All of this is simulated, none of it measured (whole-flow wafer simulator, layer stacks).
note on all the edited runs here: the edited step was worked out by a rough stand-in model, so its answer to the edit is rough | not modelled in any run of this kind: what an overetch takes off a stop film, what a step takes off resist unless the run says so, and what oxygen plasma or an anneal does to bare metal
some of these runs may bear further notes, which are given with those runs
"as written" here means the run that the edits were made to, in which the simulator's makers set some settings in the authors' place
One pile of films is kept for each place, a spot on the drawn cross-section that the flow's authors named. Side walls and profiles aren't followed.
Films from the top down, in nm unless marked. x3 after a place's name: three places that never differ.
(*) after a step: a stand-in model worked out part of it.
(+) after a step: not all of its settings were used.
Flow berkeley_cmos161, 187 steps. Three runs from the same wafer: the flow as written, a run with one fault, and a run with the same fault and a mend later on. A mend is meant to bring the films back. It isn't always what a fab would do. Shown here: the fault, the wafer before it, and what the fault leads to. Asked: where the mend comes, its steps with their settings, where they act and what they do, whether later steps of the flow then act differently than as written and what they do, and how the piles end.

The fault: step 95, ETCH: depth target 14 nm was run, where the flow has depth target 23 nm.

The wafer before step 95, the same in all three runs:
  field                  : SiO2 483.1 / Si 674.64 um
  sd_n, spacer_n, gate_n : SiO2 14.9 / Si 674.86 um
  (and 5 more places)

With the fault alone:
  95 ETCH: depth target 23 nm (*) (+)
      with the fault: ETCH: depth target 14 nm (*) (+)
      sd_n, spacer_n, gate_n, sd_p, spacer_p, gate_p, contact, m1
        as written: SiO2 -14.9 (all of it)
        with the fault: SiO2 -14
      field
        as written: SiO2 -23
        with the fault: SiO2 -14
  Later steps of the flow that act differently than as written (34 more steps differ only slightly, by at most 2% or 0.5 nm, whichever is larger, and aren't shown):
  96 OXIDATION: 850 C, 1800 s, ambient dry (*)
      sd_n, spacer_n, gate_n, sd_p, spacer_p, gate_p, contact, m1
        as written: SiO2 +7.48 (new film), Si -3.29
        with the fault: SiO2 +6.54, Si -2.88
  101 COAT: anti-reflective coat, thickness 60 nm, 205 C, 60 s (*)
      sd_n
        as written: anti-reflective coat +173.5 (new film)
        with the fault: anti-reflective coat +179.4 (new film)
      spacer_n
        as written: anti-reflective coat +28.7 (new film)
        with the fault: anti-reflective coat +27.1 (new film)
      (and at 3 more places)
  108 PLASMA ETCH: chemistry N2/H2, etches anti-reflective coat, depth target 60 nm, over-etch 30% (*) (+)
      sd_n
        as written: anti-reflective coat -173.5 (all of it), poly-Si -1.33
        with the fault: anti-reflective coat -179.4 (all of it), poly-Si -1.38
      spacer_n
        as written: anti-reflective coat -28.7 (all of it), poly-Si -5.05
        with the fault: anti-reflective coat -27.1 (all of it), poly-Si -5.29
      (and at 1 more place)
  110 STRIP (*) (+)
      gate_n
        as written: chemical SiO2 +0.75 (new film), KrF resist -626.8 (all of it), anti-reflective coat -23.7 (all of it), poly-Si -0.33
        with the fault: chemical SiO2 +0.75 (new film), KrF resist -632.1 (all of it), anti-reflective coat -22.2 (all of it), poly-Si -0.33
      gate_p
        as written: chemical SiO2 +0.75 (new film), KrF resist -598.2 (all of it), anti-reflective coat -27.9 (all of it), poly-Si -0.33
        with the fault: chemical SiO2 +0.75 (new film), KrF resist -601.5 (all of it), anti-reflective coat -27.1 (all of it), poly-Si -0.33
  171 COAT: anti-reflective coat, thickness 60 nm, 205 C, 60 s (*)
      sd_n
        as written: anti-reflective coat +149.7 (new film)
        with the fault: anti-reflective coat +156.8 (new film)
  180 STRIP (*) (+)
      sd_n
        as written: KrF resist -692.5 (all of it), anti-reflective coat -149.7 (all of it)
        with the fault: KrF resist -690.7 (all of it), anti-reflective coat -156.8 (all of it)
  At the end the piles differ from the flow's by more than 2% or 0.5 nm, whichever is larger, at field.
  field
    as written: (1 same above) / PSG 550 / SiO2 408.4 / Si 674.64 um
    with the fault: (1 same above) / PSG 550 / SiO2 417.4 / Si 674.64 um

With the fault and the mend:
  The mend comes after step 95.
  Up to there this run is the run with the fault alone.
  95a ETCH: depth target 9 nm (*) (+) (the flow's step 95 once more, with other settings)
      sd_n, spacer_n, gate_n, sd_p, spacer_p, gate_p, contact, m1
        SiO2 -0.94 (all of it)
      field
        SiO2 -9
  No later step of the flow acts differently than as written at any place that is followed.
  At the end the piles are the same as the flow's at every place that both follow.
